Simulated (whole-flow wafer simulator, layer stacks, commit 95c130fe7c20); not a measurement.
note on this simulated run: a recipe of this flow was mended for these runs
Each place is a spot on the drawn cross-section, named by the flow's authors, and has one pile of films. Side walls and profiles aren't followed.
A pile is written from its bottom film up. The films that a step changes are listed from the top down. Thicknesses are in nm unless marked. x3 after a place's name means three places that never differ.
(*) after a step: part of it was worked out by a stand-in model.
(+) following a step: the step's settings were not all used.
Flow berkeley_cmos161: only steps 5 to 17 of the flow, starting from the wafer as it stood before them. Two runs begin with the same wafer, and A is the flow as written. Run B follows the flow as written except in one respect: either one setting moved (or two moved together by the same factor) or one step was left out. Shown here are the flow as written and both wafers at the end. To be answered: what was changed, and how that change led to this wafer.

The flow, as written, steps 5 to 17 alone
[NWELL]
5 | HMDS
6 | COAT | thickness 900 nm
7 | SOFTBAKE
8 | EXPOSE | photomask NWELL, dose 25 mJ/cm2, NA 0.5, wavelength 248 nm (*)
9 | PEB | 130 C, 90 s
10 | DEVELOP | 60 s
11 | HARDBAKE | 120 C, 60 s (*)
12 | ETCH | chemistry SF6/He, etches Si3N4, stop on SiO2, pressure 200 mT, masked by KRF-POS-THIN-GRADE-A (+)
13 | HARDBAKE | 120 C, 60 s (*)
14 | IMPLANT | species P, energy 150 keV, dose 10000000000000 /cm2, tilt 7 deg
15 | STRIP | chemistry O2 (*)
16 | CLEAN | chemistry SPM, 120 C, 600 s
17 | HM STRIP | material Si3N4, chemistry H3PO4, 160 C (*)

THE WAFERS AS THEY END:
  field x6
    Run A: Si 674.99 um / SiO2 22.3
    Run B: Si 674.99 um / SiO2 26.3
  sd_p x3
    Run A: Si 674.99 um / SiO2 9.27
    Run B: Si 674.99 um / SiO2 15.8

The reason: step 17, HM STRIP: 149 C was run, whereas the flow has 160 C.

The path from the change to this, step by step:
  17 | HM STRIP | material Si3N4, chemistry H3PO4, 160 C (*)
      field x6: A Si3N4 loses 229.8 (all of it), SiO2 loses 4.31 | B Si3N4 loses 229.8 (all of it), SiO2 loses 0.38
      sd_p x3: A SiO2 loses 11.6 | B SiO2 loses 5.03
